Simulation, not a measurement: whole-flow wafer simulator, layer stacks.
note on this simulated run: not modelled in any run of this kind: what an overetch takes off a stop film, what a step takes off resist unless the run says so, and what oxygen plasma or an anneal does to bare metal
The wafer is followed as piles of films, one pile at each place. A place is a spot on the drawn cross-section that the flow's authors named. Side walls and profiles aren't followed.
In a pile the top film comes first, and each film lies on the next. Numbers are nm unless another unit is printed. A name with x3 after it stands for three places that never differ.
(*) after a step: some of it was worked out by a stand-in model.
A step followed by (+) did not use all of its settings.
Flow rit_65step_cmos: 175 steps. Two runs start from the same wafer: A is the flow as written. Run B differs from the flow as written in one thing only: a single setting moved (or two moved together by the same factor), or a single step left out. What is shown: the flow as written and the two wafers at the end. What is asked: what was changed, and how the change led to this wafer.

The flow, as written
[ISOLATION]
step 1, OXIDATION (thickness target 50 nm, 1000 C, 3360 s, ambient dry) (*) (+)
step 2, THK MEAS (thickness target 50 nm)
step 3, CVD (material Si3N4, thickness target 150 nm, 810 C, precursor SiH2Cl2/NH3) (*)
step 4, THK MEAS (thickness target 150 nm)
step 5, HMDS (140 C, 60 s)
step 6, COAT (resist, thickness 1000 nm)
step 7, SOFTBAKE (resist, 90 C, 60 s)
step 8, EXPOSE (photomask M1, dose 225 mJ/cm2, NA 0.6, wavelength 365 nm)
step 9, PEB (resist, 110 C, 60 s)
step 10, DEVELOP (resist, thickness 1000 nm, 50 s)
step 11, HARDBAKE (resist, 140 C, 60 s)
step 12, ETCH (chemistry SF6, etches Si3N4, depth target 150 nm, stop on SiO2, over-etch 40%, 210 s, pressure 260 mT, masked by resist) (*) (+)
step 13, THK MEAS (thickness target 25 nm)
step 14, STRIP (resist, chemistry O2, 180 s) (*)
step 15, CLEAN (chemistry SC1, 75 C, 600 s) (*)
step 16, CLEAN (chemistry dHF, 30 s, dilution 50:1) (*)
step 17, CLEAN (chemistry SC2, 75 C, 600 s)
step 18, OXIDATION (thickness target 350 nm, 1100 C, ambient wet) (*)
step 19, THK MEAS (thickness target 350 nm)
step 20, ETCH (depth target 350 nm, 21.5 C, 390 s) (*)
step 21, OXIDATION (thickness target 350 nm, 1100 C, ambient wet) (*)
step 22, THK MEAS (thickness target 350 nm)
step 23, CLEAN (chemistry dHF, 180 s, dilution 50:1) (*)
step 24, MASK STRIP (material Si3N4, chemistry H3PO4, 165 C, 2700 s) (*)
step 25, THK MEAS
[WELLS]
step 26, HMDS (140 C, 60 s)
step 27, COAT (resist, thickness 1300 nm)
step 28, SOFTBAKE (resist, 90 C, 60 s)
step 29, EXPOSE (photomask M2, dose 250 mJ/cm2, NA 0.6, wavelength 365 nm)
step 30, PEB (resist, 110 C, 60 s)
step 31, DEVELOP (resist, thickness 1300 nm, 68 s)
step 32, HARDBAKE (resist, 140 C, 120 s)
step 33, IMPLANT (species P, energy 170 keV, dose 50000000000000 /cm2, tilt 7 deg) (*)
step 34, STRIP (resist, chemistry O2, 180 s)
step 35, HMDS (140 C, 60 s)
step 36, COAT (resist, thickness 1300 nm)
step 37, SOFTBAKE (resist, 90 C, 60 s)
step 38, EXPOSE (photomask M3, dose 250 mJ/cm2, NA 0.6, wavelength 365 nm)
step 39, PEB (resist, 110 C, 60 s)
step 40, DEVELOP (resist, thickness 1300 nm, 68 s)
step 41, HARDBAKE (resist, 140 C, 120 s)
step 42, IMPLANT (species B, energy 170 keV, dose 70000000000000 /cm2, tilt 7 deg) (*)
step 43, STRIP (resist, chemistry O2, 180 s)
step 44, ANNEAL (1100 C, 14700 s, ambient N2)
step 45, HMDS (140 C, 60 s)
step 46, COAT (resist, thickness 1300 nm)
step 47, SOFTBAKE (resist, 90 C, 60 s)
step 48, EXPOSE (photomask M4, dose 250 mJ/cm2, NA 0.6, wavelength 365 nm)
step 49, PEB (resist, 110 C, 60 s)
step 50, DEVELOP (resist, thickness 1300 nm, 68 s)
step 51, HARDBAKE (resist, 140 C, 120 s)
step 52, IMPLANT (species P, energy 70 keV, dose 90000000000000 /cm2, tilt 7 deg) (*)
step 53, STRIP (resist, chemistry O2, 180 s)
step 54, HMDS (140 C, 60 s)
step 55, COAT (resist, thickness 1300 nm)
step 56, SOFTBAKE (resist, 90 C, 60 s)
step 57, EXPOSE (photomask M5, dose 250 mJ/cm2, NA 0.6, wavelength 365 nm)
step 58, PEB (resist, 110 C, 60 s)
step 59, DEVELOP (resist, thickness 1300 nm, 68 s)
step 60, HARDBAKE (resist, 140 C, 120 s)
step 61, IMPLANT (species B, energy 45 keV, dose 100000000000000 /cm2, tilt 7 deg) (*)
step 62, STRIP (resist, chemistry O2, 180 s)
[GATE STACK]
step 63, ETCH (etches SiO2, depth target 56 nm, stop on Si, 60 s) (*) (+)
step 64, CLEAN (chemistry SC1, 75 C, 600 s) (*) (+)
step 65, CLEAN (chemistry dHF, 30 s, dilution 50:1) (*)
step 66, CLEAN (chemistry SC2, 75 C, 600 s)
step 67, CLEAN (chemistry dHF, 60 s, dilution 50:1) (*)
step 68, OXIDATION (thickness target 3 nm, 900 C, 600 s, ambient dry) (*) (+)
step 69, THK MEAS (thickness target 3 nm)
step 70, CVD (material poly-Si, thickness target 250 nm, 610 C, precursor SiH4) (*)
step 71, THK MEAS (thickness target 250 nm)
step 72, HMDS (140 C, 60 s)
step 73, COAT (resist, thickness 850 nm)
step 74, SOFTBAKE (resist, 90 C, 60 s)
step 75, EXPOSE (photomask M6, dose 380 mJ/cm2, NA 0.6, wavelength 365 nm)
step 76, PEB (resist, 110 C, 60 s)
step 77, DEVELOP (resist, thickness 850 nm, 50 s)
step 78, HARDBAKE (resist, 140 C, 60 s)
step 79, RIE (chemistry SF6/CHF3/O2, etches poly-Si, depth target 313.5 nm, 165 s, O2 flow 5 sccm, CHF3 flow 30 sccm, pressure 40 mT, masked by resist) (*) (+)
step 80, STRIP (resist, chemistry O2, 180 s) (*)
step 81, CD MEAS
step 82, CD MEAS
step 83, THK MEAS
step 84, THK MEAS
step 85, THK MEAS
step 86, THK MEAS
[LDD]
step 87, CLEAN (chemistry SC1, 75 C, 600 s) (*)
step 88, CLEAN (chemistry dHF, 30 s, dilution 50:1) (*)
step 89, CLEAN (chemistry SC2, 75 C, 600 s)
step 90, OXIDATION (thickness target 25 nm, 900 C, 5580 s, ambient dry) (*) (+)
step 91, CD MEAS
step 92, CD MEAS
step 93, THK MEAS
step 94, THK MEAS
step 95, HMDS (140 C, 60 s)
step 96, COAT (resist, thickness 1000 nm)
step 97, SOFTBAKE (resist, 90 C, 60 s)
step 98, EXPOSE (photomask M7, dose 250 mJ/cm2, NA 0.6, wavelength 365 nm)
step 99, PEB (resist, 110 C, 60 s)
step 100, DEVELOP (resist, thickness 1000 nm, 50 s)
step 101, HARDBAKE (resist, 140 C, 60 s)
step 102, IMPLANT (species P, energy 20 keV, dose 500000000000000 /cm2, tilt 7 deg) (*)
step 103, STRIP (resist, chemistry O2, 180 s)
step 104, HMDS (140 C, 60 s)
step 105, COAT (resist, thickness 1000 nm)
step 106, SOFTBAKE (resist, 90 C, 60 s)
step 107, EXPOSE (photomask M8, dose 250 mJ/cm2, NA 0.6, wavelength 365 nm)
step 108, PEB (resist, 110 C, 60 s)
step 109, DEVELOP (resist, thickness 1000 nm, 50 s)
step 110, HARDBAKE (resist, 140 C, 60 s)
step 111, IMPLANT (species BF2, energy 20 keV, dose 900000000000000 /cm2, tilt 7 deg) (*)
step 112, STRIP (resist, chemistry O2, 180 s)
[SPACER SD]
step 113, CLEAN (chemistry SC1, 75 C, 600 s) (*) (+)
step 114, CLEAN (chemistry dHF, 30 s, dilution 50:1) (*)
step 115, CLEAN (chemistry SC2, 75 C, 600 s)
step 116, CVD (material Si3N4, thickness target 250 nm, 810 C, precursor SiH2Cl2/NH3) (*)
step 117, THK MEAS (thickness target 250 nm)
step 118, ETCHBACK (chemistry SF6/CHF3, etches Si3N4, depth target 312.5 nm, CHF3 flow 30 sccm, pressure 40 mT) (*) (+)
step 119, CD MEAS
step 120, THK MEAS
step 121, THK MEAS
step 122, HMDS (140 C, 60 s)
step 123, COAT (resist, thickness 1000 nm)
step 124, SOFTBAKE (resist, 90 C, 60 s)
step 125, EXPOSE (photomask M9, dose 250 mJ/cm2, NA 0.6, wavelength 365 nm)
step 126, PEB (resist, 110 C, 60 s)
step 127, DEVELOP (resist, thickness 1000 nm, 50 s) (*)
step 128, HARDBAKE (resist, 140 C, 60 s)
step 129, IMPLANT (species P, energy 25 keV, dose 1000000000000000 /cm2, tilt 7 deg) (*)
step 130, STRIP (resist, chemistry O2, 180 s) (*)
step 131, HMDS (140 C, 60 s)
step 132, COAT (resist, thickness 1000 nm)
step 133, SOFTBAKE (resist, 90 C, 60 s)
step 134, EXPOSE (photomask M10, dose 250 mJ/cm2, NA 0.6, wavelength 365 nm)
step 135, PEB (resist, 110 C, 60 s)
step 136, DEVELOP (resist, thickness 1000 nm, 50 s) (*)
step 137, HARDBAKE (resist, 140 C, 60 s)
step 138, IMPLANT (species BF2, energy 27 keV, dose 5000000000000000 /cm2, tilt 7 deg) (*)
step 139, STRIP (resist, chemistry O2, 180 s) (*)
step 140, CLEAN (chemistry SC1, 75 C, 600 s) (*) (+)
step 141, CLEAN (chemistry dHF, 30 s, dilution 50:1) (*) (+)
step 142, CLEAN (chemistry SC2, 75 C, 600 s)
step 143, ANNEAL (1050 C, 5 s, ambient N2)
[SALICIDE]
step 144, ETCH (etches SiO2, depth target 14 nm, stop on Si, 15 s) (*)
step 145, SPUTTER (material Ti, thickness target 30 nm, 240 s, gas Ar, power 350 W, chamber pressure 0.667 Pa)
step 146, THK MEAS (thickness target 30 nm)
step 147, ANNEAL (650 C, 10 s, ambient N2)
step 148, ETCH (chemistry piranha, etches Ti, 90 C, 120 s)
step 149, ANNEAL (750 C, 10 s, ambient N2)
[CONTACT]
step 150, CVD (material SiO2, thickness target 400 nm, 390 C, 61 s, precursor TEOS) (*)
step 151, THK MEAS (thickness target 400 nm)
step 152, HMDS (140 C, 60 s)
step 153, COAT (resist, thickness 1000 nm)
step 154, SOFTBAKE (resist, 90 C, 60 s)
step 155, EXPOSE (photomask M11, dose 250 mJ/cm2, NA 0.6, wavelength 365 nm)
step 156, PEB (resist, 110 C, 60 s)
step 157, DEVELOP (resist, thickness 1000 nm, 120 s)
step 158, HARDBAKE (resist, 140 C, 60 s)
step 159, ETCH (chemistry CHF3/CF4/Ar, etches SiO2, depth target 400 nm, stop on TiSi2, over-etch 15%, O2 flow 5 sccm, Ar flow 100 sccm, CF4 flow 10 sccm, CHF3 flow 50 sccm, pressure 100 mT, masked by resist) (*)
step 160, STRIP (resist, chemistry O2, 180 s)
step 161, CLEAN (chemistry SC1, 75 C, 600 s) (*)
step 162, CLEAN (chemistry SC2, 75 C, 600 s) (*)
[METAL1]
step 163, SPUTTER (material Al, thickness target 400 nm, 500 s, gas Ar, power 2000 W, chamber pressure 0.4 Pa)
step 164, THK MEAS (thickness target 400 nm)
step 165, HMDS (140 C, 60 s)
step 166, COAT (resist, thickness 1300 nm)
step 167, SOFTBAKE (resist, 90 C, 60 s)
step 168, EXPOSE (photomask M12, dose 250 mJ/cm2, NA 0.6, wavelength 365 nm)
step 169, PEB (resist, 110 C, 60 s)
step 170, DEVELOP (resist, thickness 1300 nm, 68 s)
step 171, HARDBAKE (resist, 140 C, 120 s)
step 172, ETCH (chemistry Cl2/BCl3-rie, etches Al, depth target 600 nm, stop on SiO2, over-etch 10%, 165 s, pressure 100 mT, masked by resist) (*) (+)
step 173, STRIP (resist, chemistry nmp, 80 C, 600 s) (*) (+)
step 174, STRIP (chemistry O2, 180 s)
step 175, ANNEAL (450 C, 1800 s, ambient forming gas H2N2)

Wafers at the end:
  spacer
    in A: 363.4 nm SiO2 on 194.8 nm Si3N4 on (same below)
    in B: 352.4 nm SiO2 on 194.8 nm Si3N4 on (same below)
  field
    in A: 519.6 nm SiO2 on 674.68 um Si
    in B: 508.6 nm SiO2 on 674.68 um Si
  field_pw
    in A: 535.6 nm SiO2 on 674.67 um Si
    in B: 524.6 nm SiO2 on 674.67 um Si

The reason: step 163, SPUTTER: thickness target 312 nm was run, while the flow as written has thickness target 400 nm; step 163, SPUTTER: 390 s was run, where the flow has 500 s.

Step by step, how the change led to this:
  step 163, SPUTTER (material Al, thickness target 400 nm, 500 s, gas Ar, power 2000 W, chamber pressure 0.4 Pa)
      field, field_p, spacer, spacer_p: A +400 Al (new film) | B +312 Al (new film)
      gate_n, gate_p: A +396 Al (new film) | B +312 Al (new film)
      (also at 2 further places)
  step 172, ETCH (chemistry Cl2/BCl3-rie, etches Al, depth target 600 nm, stop on SiO2, over-etch 10%, 165 s, pressure 100 mT, masked by resist) (*) (+)
      field, field_p, spacer, spacer_p: A -400 Al (all of it), -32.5 SiO2 | B -312 Al (all of it), -43.5 SiO2
      gate_n, gate_p: A -396 Al (all of it), -33 SiO2 | B -312 Al (all of it), -43.5 SiO2
      (also at 2 further places)
